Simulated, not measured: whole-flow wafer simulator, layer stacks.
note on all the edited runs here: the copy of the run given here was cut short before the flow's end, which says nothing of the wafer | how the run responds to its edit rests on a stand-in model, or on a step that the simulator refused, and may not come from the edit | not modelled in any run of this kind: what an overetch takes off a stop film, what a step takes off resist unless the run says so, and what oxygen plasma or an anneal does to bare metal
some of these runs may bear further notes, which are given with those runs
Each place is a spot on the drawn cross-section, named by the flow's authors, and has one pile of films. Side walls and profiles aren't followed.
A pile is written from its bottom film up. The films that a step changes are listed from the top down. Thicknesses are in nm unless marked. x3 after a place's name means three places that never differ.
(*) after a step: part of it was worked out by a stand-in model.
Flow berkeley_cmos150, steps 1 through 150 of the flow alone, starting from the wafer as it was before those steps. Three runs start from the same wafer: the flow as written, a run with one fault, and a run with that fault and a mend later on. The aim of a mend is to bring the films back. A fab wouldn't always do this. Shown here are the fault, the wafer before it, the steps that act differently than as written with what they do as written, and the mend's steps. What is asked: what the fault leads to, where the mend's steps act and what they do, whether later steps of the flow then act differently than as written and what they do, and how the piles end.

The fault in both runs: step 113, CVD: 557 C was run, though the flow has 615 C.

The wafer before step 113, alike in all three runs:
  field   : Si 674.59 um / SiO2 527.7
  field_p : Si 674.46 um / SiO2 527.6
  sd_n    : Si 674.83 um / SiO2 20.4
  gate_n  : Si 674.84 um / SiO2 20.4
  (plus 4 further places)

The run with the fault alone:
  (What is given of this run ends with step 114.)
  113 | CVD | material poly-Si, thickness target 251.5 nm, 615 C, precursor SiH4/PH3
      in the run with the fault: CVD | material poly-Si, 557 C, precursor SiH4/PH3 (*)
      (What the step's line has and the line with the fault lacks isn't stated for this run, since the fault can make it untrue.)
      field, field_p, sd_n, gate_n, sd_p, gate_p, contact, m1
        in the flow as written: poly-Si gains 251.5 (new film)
        in the run with the fault: poly-Si gains 58.2 (new film)
  Later steps of the flow up to step 114 that are run all act as written at every place that is followed.
  The piles after step 114 differ from the flow's at field, field_p, sd_n, gate_n, sd_p, gate_p, contact, m1 by more than 2% or 0.5 nm, whichever is larger.
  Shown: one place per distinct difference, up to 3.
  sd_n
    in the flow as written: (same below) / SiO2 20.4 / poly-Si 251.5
    in the run with the fault: (same below) / SiO2 20.4 / poly-Si 58.2
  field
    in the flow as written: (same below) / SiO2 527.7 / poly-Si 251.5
    in the run with the fault: (same below) / SiO2 527.7 / poly-Si 58.2
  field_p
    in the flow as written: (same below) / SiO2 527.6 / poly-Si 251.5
    in the run with the fault: (same below) / SiO2 527.6 / poly-Si 58.2

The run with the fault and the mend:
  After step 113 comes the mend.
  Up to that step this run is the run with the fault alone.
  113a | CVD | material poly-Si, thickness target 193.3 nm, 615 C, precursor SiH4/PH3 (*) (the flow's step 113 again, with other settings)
      field, field_p, sd_n, gate_n, sd_p, gate_p, contact, m1
        poly-Si gains 193.3
  Later steps of the flow that are run all act as written at every place that is followed, up to a difference of at most 2% or 0.5 nm, whichever is larger.
  At the end the piles are close to the flow's at the places that both follow, differing by at most 2% or 0.5 nm, whichever is larger.
